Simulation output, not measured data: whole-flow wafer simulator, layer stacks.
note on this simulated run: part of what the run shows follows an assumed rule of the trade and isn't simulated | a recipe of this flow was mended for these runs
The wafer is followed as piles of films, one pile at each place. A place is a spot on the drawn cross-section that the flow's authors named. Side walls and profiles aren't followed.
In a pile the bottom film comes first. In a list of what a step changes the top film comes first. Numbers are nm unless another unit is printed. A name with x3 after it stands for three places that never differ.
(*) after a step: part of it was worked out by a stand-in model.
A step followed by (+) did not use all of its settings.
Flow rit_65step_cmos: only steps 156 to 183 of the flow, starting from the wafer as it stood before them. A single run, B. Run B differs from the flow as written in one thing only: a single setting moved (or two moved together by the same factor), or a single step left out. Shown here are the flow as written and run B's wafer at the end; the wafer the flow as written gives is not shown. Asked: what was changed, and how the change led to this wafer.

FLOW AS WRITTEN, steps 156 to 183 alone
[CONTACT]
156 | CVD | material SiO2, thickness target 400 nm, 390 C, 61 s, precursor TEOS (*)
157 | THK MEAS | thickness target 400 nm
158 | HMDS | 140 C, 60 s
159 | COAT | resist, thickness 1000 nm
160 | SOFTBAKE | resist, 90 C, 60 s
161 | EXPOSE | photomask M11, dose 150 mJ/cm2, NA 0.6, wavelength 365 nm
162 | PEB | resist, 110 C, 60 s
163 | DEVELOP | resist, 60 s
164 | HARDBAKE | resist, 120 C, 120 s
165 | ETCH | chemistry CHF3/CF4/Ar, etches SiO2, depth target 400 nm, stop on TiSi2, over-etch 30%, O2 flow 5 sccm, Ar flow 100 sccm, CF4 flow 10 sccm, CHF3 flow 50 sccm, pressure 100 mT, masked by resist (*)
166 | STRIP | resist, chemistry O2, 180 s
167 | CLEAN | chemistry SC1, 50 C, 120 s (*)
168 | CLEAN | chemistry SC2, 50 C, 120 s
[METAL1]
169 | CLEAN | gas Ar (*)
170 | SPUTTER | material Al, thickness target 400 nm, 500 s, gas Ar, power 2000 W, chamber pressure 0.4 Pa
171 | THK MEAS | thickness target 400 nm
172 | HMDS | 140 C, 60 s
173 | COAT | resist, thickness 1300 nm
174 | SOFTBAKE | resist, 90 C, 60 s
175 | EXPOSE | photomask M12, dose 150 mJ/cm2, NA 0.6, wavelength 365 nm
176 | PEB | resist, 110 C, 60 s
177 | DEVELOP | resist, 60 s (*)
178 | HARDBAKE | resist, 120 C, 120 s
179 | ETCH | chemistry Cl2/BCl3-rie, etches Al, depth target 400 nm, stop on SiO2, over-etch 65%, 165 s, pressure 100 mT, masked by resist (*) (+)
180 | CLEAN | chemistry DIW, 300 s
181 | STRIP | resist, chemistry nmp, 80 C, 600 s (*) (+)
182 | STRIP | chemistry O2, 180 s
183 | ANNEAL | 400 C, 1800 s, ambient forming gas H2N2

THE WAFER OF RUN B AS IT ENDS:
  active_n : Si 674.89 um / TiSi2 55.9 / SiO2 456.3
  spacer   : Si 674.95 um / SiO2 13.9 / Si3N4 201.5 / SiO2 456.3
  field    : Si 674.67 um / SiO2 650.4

The reason: step 156, CVD: thickness target 496 nm was run, whereas the flow has thickness target 400 nm; step 156, CVD: 76 s was run, where the flow has 61 s.

Step by step, how the change led to this:
  156 | CVD | material SiO2, thickness target 400 nm, 390 C, 61 s, precursor TEOS (*)
      active_n, active_p, gate_n and 7 more: +496 SiO2 (new film) (as written it would have been: +400 SiO2 (new film))
      field, field_pw, field_nw, field_p: +496 SiO2 (as written it would have been: +400 SiO2)
  165 | ETCH | chemistry CHF3/CF4/Ar, etches SiO2, depth target 400 nm, stop on TiSi2, over-etch 30%, O2 flow 5 sccm, Ar flow 100 sccm, CF4 flow 10 sccm, CHF3 flow 50 sccm, pressure 100 mT, masked by resist (*)
      contact: -496 SiO2 (all of it), -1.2 TiSi2 (as written it would have been: -400 SiO2 (all of it), -6 TiSi2)
  170 | SPUTTER | material Al, thickness target 400 nm, 500 s, gas Ar, power 2000 W, chamber pressure 0.4 Pa
      contact: +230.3 Al (new film) (as written it would have been: +255.4 Al (new film))
  173 | COAT | resist, thickness 1300 nm
      contact: +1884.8 resist (new film) (as written it would have been: +1785.1 resist (new film))
  176 | PEB | resist, 110 C, 60 s
      contact: -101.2 resist (as written it would have been: -95.5 resist)
  178 | HARDBAKE | resist, 120 C, 120 s
      contact: -66.1 resist (as written it would have been: -62.1 resist)
  181 | STRIP | resist, chemistry nmp, 80 C, 600 s (*) (+)
      contact: -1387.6 resist (all of it) (as written it would have been: -1297.5 resist (all of it))
